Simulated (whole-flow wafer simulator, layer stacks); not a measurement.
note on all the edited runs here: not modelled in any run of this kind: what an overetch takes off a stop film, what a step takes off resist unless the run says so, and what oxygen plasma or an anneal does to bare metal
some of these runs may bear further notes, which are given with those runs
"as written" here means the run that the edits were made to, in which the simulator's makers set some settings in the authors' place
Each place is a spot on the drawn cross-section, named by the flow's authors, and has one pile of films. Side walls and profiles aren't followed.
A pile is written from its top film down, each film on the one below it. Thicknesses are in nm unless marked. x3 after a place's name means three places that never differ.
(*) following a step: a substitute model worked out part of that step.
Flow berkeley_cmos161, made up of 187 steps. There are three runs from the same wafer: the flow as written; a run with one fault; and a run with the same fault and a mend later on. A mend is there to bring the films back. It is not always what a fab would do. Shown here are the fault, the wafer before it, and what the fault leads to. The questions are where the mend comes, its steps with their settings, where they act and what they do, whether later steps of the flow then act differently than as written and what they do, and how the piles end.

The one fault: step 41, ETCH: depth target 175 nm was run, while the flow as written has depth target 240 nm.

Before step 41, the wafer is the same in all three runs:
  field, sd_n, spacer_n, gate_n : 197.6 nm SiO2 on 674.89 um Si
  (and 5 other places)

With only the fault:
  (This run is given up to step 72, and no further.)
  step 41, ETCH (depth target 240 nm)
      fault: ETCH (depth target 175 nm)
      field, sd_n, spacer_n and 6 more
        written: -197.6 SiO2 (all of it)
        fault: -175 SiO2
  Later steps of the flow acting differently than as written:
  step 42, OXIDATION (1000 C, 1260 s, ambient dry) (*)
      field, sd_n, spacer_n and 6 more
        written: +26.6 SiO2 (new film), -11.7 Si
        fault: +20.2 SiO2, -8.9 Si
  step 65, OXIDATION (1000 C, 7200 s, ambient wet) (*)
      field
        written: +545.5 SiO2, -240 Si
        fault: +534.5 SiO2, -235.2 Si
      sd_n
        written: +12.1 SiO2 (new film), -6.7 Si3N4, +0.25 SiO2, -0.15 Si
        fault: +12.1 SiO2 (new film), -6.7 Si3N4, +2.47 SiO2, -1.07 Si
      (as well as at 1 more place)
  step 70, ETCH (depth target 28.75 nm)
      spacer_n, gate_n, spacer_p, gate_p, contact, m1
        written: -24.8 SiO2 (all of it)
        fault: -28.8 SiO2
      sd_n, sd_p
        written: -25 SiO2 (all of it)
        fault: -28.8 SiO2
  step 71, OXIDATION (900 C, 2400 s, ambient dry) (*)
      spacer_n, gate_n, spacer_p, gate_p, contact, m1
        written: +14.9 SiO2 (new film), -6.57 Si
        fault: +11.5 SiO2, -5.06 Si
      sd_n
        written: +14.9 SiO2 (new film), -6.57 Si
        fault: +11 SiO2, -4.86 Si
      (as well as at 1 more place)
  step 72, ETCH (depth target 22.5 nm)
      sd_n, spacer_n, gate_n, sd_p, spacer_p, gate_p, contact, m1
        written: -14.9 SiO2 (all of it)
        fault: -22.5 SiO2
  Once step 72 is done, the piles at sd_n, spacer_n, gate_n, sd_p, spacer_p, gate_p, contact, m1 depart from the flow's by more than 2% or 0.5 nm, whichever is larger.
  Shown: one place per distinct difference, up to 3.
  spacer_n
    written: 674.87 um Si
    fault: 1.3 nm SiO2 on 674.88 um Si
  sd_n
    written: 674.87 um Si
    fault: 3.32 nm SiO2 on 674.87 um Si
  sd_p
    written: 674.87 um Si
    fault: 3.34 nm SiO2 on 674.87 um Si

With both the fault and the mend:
  The mend follows step 41.
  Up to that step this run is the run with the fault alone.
  step 41a, ETCH (depth target 65 nm) (the flow's step 41 again, with other settings)
      field, sd_n, spacer_n and 6 more
        -22.6 SiO2 (all of it)
  Later steps of the flow that are run all act as written at every place that is followed.
  The piles end the same as the flow's at every place that both follow.
